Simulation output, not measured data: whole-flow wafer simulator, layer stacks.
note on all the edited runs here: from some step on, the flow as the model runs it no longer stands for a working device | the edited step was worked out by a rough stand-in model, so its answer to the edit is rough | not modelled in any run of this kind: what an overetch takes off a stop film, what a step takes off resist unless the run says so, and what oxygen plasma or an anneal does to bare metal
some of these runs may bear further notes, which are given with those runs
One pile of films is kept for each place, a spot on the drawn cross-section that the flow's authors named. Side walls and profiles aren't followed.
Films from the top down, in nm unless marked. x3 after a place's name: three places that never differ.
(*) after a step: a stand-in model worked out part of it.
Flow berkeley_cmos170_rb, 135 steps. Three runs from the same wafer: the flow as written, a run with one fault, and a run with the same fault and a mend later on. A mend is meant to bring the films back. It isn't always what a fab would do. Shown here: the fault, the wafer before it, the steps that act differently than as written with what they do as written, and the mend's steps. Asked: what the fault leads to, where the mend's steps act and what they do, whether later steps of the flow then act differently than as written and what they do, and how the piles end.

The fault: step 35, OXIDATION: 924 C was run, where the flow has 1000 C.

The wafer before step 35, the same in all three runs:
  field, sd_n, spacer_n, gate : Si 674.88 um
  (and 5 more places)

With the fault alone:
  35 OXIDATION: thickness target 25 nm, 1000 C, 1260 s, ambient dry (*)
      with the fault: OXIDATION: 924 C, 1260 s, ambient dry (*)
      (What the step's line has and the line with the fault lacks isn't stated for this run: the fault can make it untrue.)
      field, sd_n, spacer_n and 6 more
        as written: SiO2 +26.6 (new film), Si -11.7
        with the fault: SiO2 +12.5 (new film), Si -5.5
  Later steps of the flow that act differently than as written (35 more steps differ only slightly, by at most 2% or 0.5 nm, whichever is larger, and aren't shown):
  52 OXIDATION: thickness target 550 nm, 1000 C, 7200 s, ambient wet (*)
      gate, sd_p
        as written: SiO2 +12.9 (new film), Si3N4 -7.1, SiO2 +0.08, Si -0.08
        with the fault: SiO2 +12.9 (new film), Si3N4 -7.1
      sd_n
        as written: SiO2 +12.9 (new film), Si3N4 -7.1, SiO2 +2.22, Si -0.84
        with the fault: SiO2 +12.9 (new film), Si3N4 -7.1
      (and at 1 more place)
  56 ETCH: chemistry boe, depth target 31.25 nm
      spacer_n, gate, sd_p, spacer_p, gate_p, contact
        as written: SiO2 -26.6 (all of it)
        with the fault: SiO2 -12.5 (all of it)
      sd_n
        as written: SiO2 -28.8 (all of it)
        with the fault: SiO2 -12.5 (all of it)
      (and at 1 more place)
  At the end the piles differ from the flow's only slightly at the places that both follow, by at most 2% or 0.5 nm, whichever is larger.

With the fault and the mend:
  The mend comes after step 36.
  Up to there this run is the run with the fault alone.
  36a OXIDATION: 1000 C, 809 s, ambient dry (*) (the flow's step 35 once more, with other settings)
      field, sd_n, spacer_n and 6 more
        SiO2 +14, Si -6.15
  No later step of the flow acts differently than as written, at any place that is followed, by more than 2% or 0.5 nm, whichever is larger.
  At the end the piles are the same as the flow's at every place that both follow.
